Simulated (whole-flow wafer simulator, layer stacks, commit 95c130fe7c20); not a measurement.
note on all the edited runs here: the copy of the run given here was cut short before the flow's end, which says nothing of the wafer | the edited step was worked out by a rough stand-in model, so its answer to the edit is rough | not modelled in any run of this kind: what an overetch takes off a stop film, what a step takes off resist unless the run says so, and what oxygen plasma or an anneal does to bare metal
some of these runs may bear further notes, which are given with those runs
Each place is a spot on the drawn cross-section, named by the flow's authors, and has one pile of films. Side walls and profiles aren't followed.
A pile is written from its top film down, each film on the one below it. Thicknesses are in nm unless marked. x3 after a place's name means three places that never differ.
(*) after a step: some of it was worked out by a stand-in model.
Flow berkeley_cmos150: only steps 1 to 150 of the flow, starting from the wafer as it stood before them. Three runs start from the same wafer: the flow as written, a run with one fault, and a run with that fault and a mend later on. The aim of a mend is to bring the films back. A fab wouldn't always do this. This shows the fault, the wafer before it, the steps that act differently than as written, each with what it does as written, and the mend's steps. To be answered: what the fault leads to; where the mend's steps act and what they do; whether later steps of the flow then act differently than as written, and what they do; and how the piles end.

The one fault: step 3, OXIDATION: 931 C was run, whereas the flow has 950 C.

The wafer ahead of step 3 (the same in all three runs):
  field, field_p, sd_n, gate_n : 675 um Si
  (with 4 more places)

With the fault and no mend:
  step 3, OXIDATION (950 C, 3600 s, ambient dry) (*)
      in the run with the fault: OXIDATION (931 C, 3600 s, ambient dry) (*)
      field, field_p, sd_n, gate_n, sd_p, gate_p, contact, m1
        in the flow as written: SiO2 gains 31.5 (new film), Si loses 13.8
        in the run with the fault: SiO2 gains 25.9 (new film), Si loses 11.4
  None of the later steps of the flow differs from how it acts as written, at any place that is followed, by more than 2% or 0.5 nm, whichever is larger.
  The piles end only slightly different from the flow's at the places that both follow, by no more than 2% or 0.5 nm, whichever is larger.

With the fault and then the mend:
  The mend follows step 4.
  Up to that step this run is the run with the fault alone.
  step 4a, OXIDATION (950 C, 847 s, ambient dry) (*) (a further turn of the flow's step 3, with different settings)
      field, field_p, sd_n, gate_n, sd_p, gate_p, contact, m1
        SiO2 gains 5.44, Si loses 2.4
  None of the later steps of the flow differs from how it acts as written, at any place that is followed, by more than 2% or 0.5 nm, whichever is larger.
  The piles end the same as the flow's at every place that both follow.
